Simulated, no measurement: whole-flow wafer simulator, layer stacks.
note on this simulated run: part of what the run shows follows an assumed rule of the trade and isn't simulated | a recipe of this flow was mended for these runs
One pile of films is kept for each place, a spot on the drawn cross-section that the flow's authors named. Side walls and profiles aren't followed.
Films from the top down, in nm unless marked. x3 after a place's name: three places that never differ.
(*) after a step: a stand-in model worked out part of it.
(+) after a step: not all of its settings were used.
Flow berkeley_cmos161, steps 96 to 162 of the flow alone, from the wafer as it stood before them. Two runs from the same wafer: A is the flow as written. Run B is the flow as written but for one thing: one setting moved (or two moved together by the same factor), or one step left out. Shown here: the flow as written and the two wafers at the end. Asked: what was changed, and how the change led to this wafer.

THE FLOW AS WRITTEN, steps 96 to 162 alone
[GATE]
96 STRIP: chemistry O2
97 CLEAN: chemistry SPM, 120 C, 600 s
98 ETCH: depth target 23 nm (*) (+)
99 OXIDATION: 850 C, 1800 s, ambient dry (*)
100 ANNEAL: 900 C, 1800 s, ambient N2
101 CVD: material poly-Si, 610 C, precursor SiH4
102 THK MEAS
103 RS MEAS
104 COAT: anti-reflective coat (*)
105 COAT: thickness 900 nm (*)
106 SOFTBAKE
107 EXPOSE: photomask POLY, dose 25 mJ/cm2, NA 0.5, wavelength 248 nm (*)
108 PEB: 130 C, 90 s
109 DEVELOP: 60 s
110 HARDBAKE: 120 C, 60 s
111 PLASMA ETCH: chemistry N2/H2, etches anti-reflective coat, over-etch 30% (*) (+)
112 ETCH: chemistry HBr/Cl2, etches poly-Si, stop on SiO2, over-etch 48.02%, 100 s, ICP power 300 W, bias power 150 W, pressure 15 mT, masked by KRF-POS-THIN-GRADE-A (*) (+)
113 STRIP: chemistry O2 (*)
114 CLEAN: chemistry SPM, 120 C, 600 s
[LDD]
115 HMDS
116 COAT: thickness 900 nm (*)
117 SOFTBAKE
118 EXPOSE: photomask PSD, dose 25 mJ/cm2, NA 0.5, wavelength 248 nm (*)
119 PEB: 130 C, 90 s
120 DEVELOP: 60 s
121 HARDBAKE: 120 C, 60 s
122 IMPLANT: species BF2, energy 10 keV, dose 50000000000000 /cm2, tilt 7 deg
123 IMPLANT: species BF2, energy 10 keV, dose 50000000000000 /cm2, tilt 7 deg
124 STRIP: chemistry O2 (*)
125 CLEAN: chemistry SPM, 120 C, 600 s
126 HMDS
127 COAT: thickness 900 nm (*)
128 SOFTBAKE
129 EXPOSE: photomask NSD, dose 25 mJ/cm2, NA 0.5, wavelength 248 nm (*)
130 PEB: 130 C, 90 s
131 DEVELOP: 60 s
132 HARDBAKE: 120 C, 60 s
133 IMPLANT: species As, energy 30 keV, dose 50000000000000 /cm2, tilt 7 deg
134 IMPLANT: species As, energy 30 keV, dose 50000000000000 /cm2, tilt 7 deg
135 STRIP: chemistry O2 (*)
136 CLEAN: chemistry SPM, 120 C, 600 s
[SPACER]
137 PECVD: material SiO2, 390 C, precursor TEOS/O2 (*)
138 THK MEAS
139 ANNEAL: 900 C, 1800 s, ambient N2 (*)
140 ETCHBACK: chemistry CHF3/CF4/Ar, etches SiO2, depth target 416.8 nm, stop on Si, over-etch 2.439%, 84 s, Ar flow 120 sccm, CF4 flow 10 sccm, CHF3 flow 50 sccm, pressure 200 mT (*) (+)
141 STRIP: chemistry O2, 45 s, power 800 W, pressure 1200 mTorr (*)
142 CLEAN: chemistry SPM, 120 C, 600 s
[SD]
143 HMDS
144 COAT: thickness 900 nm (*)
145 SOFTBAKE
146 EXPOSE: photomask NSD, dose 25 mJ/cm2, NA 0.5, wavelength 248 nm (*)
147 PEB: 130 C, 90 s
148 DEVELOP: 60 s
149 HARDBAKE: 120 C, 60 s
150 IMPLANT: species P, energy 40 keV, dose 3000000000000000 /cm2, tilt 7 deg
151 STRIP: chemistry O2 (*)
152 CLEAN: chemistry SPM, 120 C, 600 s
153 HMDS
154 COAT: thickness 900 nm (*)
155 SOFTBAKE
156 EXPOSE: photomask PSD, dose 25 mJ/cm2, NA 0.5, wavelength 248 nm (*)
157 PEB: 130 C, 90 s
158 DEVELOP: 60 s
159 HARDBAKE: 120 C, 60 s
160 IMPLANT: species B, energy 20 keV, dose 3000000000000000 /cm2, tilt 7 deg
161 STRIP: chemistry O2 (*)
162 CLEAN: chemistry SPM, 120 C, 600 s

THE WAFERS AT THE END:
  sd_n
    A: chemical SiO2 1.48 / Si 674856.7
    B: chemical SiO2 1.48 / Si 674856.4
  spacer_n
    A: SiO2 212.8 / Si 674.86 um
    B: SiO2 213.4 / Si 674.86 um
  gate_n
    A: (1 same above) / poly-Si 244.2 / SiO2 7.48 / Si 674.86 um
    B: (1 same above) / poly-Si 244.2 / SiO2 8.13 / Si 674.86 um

The cause: step 99, OXIDATION: 858 C was run, where the flow has 850 C.

How the change led to this, step by step:
  99 OXIDATION: 850 C, 1800 s, ambient dry (*)
      sd_n, spacer_n, gate_n, sd_p, spacer_p, gate_p, contact, m1: A SiO2 +7.48 (new film), Si -3.29 | B SiO2 +8.13 (new film), Si -3.58
